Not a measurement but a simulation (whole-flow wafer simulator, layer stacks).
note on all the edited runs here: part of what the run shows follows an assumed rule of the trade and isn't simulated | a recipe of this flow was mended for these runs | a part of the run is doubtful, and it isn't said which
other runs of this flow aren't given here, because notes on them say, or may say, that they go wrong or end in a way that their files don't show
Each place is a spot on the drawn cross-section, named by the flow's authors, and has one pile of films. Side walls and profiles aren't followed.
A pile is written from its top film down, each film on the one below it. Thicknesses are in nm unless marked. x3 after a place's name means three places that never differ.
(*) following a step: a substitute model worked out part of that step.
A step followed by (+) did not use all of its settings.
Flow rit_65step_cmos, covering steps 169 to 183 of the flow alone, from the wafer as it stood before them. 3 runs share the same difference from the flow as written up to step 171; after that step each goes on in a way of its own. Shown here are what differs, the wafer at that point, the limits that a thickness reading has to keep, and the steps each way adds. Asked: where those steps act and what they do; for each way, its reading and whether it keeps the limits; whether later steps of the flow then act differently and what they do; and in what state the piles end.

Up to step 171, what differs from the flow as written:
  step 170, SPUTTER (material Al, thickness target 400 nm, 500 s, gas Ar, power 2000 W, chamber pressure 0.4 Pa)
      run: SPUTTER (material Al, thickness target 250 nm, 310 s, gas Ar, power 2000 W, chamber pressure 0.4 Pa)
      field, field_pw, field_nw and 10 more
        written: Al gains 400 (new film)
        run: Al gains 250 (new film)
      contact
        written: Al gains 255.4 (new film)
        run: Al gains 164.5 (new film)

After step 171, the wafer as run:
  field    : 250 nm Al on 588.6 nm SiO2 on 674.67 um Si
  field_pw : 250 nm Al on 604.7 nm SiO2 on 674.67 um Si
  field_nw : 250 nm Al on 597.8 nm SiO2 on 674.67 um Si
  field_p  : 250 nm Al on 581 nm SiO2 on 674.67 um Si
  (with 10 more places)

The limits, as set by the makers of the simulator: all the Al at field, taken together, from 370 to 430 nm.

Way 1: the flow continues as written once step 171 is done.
  The reading taken after step 171 is 250 nm, which is outside the limits.
  Steps later in the flow that act otherwise than as written (1 more step, not shown, differs only slightly: by at most 2% or 0.5 nm, whichever is larger):
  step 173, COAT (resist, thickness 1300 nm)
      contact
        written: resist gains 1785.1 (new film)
        way: resist gains 1726 (new film)
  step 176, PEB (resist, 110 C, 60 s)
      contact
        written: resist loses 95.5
        way: resist loses 92.2
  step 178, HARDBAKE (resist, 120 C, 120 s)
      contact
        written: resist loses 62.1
        way: resist loses 59.8
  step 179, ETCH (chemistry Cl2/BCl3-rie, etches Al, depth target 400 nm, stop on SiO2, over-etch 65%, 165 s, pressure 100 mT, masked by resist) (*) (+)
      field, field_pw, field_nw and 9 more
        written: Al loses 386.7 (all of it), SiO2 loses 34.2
        way: Al loses 236.7 (all of it), SiO2 loses 52.9
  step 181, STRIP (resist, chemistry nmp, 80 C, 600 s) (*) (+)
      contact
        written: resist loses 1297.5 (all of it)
        way: resist loses 1244 (all of it)
  At field, field_pw, field_nw and 11 more, the piles at the end differ from the flow's by more than 2% or 0.5 nm, whichever is larger.
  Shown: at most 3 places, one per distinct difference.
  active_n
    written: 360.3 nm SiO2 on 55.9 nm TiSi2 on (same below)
    way: 341.5 nm SiO2 on 55.9 nm TiSi2 on (same below)
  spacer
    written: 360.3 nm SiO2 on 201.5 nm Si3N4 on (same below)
    way: 341.5 nm SiO2 on 201.5 nm Si3N4 on (same below)
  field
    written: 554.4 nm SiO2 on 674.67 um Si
    way: 535.7 nm SiO2 on 674.67 um Si

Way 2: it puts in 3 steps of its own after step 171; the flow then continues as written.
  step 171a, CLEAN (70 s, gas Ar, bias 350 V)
      field, field_pw, field_nw and 11 more
        Al loses 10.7
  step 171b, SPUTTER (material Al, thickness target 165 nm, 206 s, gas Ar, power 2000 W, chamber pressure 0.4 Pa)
      field, field_pw, field_nw and 10 more
        Al gains 165
      contact
        Al gains 87.5
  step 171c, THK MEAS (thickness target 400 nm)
      alters no film at any place that is followed
  The reading taken after step 171c is 404.3 nm, which is within the limits.
  None of the later steps of the flow differs from how it acts as written, at any place that is followed, by more than 2% or 0.5 nm, whichever is larger.
  At contact, the piles at the end differ from the flow's by more than 2% or 0.5 nm, whichever is larger.
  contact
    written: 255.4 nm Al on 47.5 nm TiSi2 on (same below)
    way: 241.3 nm Al on 47.5 nm TiSi2 on (same below)

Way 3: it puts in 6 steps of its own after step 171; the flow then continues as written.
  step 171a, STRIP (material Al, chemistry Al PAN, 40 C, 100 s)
      field, field_pw, field_nw and 10 more
        Al loses 250 (all of it)
      contact
        Al loses 164.5 (all of it)
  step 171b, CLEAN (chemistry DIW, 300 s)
      alters no film at any place that is followed
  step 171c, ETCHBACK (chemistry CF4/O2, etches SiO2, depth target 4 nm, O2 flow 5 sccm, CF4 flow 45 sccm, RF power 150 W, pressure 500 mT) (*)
      field, field_pw, field_nw and 10 more
        SiO2 loses 4
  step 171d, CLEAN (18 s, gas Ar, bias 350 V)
      field, field_pw, field_nw and 10 more
        SiO2 loses 3
      contact
        TiSi2 loses 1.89
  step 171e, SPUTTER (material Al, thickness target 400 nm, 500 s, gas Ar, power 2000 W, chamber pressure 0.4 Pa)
      field, field_pw, field_nw and 10 more
        Al gains 400 (new film)
      contact
        Al gains 256.9 (new film)
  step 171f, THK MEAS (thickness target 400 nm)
      alters no film at any place that is followed
  The reading taken after step 171f is 400 nm, which is within the limits.
  None of the later steps of the flow differs from how it acts as written, at any place that is followed, by more than 2% or 0.5 nm, whichever is larger.
  At contact, the piles at the end differ from the flow's by more than 2% or 0.5 nm, whichever is larger.
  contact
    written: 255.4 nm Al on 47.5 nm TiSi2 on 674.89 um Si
    way: 256.9 nm Al on 45.6 nm TiSi2 on 674.89 um Si

The limits are kept by: way 2, way 3. They are not kept by: way 1.
